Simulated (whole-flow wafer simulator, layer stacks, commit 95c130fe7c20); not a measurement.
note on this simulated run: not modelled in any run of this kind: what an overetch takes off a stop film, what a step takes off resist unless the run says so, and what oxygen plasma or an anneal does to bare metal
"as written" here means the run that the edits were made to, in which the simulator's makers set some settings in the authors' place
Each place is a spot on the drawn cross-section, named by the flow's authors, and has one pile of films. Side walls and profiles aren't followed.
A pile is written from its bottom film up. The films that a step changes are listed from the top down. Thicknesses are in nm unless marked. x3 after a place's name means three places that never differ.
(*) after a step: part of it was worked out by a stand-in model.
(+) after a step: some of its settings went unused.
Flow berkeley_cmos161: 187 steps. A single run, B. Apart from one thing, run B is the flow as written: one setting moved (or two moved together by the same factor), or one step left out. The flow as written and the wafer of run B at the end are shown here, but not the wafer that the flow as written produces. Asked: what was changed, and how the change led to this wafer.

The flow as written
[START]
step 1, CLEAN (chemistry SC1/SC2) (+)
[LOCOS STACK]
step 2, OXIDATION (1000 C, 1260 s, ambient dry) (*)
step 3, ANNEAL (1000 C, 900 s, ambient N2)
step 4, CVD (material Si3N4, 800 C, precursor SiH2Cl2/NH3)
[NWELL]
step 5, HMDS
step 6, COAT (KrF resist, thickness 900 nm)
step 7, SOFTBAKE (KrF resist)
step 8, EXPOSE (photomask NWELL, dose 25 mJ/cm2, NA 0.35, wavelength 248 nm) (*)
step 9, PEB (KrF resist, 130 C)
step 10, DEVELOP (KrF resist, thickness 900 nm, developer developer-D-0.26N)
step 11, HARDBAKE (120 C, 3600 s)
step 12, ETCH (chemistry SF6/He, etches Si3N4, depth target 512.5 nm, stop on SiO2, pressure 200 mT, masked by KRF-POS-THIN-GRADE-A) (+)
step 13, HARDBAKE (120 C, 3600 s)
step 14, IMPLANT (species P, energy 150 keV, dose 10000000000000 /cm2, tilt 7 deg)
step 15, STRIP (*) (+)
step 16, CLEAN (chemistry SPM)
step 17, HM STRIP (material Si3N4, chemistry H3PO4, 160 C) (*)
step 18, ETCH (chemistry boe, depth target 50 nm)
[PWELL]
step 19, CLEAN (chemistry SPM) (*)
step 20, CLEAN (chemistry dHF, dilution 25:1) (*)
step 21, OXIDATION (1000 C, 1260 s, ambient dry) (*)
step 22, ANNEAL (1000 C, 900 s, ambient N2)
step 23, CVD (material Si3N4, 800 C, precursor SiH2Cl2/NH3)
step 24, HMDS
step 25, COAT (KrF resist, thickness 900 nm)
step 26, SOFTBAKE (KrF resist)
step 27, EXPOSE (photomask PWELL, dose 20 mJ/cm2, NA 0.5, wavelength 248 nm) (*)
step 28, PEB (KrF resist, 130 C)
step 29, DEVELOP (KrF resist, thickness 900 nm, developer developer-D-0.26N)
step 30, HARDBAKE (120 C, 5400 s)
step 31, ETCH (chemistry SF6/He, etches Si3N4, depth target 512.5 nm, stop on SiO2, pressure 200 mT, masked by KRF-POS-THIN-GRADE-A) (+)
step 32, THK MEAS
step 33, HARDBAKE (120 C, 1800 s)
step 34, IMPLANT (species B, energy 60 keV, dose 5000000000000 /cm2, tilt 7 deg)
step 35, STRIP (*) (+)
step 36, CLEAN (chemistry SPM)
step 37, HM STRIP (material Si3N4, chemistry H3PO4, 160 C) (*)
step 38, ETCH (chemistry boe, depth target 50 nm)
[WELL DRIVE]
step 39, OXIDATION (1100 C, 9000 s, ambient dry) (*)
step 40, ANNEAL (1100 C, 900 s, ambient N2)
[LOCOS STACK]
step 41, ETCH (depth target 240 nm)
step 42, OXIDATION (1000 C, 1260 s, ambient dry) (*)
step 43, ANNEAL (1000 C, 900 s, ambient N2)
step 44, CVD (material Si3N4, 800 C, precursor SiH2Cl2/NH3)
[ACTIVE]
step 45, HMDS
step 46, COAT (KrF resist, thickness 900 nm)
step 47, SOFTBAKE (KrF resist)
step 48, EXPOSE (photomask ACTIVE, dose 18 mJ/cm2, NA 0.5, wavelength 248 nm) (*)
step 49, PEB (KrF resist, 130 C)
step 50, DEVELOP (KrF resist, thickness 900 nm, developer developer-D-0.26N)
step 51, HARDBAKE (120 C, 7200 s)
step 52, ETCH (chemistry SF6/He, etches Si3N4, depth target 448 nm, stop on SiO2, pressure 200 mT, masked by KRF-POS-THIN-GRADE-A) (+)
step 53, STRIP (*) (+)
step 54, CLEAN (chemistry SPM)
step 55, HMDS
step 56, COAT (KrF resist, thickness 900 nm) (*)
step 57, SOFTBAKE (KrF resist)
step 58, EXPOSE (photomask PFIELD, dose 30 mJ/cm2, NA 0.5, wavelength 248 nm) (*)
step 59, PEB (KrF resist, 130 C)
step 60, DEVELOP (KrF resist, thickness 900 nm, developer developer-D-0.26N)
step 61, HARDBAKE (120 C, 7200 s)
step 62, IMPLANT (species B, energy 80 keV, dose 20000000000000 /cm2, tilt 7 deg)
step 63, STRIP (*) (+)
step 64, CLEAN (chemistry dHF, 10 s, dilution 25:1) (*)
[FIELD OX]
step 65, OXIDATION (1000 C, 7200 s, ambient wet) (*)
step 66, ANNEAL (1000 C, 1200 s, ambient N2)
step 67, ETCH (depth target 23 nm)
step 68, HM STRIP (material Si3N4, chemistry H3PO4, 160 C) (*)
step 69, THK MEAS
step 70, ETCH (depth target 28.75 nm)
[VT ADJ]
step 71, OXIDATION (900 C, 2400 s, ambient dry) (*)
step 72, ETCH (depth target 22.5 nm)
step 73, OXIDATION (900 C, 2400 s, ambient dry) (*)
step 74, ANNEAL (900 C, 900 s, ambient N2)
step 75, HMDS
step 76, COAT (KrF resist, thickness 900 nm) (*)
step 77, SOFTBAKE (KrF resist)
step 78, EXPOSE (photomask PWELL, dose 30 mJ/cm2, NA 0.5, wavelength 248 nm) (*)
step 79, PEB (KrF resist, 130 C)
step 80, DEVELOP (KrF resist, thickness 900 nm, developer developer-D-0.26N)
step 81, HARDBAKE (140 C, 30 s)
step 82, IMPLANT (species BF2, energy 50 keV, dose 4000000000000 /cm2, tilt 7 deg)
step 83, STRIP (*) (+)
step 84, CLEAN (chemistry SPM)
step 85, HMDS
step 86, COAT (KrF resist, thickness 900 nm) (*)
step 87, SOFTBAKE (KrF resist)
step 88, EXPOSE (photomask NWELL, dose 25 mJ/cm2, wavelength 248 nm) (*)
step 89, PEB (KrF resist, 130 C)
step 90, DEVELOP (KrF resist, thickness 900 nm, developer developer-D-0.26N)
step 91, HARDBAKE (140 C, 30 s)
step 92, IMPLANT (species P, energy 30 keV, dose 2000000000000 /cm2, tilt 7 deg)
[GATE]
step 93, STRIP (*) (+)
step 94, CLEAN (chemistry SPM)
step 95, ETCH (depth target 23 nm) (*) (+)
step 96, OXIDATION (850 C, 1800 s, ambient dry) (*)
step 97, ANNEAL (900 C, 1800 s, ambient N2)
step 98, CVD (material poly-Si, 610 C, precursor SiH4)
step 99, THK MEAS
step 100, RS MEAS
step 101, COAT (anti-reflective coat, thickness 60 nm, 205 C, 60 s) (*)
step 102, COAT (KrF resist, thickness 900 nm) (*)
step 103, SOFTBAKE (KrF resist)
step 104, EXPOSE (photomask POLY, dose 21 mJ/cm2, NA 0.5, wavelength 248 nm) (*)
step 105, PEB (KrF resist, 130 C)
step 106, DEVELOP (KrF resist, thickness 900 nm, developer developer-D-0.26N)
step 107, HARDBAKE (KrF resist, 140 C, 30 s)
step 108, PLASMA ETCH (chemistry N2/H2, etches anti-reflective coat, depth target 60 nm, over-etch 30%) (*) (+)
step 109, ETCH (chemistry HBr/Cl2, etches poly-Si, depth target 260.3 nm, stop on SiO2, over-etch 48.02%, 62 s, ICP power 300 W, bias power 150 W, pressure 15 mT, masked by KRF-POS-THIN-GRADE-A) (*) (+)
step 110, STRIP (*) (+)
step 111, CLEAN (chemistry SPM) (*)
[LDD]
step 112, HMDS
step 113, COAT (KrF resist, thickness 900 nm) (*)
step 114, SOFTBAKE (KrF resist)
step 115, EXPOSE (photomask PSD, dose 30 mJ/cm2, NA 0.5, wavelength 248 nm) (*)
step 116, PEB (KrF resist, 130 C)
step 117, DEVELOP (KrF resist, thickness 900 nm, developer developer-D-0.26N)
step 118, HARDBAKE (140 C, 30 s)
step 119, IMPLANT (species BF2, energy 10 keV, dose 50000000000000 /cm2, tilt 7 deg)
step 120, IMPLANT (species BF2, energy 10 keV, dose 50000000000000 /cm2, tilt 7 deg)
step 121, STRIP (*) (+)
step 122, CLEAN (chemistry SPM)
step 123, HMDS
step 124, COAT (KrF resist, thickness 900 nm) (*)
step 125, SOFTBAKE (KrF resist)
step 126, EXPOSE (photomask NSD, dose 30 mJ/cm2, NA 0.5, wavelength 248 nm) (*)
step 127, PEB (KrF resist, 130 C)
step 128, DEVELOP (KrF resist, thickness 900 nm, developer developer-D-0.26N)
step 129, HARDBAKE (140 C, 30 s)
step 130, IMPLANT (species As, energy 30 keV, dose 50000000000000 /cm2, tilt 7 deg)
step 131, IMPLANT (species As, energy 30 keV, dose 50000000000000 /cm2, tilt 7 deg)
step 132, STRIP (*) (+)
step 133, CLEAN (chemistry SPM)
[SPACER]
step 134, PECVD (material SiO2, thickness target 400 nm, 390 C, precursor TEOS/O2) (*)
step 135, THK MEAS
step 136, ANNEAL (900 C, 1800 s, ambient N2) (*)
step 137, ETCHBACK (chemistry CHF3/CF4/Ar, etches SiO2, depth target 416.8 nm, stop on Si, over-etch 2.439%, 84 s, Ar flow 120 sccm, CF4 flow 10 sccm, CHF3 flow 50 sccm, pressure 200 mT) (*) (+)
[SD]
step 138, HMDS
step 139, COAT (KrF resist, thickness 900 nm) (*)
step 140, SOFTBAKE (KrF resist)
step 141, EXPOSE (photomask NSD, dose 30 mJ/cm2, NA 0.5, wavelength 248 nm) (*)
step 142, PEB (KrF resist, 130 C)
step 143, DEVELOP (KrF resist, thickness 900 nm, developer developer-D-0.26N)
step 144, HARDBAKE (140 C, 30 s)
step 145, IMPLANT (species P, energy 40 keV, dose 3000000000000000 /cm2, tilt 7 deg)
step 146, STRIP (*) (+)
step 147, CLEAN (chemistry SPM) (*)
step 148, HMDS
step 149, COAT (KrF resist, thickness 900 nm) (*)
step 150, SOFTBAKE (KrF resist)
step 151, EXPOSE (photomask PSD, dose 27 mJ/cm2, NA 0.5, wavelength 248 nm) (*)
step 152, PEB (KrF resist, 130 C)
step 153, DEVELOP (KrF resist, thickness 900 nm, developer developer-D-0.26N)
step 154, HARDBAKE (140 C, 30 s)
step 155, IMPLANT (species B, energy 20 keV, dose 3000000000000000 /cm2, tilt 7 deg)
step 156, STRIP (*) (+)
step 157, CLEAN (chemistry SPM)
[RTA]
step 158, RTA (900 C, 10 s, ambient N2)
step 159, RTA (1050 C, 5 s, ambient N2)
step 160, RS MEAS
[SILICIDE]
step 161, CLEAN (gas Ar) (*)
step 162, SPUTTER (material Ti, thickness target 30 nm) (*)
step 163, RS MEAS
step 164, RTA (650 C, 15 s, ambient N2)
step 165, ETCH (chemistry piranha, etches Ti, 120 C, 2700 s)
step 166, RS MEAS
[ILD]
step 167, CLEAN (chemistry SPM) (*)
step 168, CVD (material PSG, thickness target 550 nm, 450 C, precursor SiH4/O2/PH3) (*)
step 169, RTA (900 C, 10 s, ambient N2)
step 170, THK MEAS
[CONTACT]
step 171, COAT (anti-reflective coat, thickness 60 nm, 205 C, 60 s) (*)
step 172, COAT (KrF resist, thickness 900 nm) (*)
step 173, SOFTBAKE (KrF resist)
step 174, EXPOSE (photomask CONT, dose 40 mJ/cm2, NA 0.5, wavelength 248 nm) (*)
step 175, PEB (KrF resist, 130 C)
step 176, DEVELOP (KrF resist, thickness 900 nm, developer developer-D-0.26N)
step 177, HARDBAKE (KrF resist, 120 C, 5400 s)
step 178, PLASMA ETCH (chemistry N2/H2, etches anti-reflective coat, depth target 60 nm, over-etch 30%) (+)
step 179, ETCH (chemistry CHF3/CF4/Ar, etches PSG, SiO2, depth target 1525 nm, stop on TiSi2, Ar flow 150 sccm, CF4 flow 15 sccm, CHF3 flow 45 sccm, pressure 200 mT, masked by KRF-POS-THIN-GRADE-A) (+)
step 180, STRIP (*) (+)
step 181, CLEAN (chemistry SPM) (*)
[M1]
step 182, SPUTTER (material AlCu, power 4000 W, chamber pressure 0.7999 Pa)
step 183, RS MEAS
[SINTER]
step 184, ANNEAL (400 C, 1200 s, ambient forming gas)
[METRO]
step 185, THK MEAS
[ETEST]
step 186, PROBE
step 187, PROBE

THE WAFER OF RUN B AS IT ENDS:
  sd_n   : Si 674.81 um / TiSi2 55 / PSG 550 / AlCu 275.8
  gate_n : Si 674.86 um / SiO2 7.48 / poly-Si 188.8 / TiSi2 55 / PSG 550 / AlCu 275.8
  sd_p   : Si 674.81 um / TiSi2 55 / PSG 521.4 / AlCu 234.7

What caused this: step 164, RTA: 780 C was run, though the flow has 650 C.

How this came from the change, step by step:
  step 164, RTA (650 C, 15 s, ambient N2)
      sd_n, sd_p, contact, m1: Ti loses 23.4, TiSi2 gains 56 (new film), Si loses 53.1 (in the flow as written it would be: Ti loses 23.4, TiSi first gains 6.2 (new film), TiSi2 C49 gains 50.3 (new film), Si loses 49)
      gate_n, gate_p: Ti loses 23.4, TiSi2 gains 56 (new film), poly-Si loses 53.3 (in the flow as written it would be: Ti loses 23.4, TiSi first gains 6.2 (new film), TiSi2 C49 gains 50.3 (new film), poly-Si loses 49.2)
  step 165, ETCH (chemistry piranha, etches Ti, 120 C, 2700 s)
      sd_n, gate_n, sd_p, gate_p, contact, m1: Ti loses 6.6 (all of it), TiSi2 loses 0.99 (in the flow as written it would be: Ti loses 6.6 (all of it), TiSi first loses 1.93)
  step 169, RTA (900 C, 10 s, ambient N2)
      sd_n, sd_p, contact, m1: nothing (in the flow as written it would be: under 1 film: TiSi2 gains 53.3 (new film), TiSi first loses 4.27 (all of it), TiSi2 C49 loses 50.3 (all of it), Si loses 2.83)
      gate_n, gate_p: nothing (in the flow as written it would be: under 1 film: TiSi2 gains 53.3 (new film), TiSi first loses 4.27 (all of it), TiSi2 C49 loses 50.3 (all of it), poly-Si loses 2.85)
